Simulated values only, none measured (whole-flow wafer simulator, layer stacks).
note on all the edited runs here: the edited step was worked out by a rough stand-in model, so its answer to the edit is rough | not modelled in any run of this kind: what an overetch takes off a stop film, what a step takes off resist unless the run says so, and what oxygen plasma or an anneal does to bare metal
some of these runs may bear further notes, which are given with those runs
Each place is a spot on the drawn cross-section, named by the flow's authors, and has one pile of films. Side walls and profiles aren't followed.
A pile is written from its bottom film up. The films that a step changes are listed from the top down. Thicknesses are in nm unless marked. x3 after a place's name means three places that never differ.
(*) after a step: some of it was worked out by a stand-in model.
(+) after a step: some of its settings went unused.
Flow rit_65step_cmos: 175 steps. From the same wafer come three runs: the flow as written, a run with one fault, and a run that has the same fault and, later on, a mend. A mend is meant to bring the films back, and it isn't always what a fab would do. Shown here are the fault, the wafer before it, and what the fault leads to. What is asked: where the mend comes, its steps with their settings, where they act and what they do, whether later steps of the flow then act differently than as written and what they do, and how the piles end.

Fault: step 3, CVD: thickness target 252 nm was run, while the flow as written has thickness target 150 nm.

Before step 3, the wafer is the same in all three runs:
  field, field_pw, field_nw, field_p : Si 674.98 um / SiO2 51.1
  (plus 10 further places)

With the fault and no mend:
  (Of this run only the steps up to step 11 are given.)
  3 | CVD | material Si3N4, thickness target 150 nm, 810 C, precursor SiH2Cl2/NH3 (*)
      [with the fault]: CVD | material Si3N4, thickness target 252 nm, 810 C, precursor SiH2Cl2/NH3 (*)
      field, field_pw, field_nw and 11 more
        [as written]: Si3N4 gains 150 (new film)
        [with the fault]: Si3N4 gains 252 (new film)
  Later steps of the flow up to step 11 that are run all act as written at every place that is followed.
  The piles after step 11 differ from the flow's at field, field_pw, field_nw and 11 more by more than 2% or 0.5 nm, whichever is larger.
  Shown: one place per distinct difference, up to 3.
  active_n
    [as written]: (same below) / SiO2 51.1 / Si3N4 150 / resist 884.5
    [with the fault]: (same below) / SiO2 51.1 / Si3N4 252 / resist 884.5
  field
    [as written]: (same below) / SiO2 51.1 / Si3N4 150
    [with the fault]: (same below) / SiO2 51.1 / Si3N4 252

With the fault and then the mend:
  The mend follows step 4.
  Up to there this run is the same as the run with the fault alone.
  4a | ETCHBACK | chemistry SF6/CHF3, etches Si3N4, depth target 102 nm, CHF3 flow 30 sccm, pressure 40 mT (*) (+)
      field, field_pw, field_nw and 11 more
        Si3N4 loses 102
  Later steps of the flow that are run all act as written at every place that is followed.
  By the end, the piles equal the flow's at every place that both follow.
